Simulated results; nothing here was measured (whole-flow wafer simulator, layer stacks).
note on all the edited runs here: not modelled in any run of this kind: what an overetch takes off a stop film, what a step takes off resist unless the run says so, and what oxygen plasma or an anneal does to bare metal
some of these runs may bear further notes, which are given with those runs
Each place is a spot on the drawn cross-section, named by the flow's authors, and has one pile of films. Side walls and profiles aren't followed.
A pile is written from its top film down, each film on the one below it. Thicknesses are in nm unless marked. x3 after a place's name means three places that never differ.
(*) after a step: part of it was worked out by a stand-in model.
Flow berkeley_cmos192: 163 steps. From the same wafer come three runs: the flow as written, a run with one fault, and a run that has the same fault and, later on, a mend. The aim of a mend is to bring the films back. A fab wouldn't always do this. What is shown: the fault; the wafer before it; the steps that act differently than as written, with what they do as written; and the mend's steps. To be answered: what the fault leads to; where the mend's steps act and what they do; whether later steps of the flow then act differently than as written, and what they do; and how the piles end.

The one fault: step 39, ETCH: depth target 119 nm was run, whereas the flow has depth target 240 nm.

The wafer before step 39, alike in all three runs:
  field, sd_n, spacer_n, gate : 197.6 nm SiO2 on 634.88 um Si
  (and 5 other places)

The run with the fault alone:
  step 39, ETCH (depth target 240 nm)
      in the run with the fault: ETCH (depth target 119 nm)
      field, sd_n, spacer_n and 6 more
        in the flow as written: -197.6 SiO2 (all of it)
        in the run with the fault: -119 SiO2
  Steps later in the flow that act otherwise than as written (not shown: 29 more steps that differ only slightly, by at most 2% or 0.5 nm, whichever is larger):
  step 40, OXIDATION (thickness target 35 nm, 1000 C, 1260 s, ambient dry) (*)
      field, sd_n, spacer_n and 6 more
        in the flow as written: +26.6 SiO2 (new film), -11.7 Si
        in the run with the fault: +12.8 SiO2, -5.65 Si
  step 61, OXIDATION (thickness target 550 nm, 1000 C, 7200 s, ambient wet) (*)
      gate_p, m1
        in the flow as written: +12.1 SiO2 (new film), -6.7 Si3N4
        in the run with the fault: +12.1 SiO2 (new film), -6.7 Si3N4, +0.09 SiO2
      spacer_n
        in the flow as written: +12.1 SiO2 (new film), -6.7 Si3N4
        in the run with the fault: +12.1 SiO2 (new film), -6.7 Si3N4, +0.16 SiO2, -0.09 Si
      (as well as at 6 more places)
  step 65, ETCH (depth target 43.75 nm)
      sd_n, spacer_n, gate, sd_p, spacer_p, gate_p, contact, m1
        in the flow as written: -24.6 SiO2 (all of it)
        in the run with the fault: -43.8 SiO2
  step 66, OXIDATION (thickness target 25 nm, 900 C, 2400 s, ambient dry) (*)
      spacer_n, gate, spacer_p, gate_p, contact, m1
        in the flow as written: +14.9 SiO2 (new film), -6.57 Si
        in the run with the fault: +8.43 SiO2, -3.71 Si
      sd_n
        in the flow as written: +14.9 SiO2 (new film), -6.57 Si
        in the run with the fault: +7.78 SiO2, -3.42 Si
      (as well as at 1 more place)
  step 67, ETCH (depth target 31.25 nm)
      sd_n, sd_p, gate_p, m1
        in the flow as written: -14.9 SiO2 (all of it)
        in the run with the fault: -31.3 SiO2
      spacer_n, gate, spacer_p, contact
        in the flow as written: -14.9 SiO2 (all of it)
        in the run with the fault: -31.2 SiO2
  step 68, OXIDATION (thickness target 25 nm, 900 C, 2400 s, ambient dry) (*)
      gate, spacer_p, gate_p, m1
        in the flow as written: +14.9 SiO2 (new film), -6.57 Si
        in the run with the fault: +8.32 SiO2, -3.66 Si
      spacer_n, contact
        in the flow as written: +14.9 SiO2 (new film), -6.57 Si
        in the run with the fault: +8.31 SiO2, -3.66 Si
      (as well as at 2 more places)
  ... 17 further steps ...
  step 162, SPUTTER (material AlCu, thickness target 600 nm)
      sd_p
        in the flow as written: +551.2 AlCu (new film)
        in the run with the fault: +528.4 AlCu (new film)
  At field, sd_p, the piles at the end differ from the flow's by more than 2% or 0.5 nm, whichever is larger.
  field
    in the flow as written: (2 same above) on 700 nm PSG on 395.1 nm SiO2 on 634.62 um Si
    in the run with the fault: (2 same above) on 700 nm PSG on 418.1 nm SiO2 on 634.65 um Si
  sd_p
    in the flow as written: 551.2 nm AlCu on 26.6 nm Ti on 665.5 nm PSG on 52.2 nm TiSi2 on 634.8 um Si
    in the run with the fault: 528.4 nm AlCu on 25.9 nm Ti on 657.3 nm PSG on 51.1 nm TiSi2 on 634.81 um Si

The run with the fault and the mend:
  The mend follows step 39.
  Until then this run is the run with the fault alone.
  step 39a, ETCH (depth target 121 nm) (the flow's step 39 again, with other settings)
      field, sd_n, spacer_n and 6 more
        -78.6 SiO2 (all of it)
  Later steps of the flow that are run all act as written at every place that is followed.
  At every place that both follow, the piles at the end match the flow's.
